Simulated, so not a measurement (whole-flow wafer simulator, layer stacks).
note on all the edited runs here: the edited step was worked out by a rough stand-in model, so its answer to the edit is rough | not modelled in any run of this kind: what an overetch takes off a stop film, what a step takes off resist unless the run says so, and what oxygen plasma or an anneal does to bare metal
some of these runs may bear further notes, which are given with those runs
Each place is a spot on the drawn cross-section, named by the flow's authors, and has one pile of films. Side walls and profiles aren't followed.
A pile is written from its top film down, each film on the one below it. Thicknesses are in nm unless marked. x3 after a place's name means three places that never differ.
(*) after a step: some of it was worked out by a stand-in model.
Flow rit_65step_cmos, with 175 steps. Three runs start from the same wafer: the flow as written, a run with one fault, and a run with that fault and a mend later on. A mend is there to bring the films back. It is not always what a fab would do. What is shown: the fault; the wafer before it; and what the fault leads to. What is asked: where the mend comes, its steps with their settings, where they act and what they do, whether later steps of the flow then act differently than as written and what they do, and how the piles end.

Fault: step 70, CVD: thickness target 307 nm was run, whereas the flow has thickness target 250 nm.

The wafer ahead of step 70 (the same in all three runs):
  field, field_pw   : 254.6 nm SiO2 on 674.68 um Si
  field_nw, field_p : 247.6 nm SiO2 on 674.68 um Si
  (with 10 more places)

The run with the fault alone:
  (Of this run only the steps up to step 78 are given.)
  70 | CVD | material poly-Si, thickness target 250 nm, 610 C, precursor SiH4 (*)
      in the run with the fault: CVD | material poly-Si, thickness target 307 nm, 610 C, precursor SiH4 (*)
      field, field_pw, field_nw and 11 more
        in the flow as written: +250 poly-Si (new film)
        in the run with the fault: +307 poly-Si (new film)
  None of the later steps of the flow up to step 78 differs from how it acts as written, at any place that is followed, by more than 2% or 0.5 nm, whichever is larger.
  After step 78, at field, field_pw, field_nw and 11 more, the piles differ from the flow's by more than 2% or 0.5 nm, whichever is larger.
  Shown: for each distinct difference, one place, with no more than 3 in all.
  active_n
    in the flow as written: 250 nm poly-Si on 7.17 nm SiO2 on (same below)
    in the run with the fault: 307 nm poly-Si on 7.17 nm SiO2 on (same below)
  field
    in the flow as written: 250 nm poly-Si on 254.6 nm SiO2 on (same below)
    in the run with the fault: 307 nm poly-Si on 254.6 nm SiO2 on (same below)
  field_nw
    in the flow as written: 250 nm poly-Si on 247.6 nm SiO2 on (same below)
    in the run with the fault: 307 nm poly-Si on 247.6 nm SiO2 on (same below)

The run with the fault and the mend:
  The mend follows step 71.
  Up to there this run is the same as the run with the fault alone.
  71a | ETCH | chemistry tmah, depth target 353 nm
      field, field_pw, field_nw and 11 more
        -307 poly-Si (all of it)
  71b | CLEAN | chemistry SC2, 75 C, 600 s (the flow's step 66, run once more)
      does not change any film at any place that is followed
  71c | CVD | material poly-Si, thickness target 250 nm, 610 C, precursor SiH4 (*) (the flow's step 70, run once more)
      field, field_pw, field_nw and 11 more
        +250 poly-Si (new film)
  None of the later steps of the flow acts differently than as written at any place that is followed.
  At every place that both follow, the piles at the end match the flow's.
